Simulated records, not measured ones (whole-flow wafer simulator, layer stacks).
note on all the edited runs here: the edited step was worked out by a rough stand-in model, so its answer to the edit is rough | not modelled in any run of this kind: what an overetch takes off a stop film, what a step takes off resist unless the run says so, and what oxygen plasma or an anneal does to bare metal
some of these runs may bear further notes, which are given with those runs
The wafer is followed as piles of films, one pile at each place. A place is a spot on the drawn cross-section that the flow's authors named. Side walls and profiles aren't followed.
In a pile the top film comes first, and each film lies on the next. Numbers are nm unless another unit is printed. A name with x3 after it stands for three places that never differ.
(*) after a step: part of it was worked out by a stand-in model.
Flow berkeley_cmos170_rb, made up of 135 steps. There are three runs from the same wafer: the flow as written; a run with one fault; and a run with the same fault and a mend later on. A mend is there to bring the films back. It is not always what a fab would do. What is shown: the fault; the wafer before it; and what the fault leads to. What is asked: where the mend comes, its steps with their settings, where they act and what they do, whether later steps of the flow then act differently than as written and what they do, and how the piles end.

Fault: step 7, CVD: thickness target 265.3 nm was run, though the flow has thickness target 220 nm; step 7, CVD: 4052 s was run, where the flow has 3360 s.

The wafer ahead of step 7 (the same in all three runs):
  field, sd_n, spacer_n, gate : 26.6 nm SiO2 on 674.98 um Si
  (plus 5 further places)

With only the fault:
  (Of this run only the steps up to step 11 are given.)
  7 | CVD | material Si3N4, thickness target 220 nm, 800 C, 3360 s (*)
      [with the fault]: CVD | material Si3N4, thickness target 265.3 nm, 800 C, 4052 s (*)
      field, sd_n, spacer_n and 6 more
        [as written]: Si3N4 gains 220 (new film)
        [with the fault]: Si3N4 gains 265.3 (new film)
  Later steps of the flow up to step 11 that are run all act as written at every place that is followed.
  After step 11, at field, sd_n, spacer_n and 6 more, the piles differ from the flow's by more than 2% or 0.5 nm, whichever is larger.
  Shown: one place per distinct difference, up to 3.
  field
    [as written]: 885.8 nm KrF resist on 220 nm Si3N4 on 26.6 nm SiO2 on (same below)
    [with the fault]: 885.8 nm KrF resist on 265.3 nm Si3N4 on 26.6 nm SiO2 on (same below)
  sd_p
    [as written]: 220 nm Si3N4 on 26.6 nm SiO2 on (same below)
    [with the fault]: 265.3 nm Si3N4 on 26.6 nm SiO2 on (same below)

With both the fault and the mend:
  The mend stands after step 7.
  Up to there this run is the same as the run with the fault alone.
  7a | ETCH | chemistry h3po4, depth target 45.3 nm
      field, sd_n, spacer_n and 6 more
        Si3N4 loses 45.3
  Later steps of the flow that are run all act as written at every place that is followed.
  By the end, the piles equal the flow's at every place that both follow.
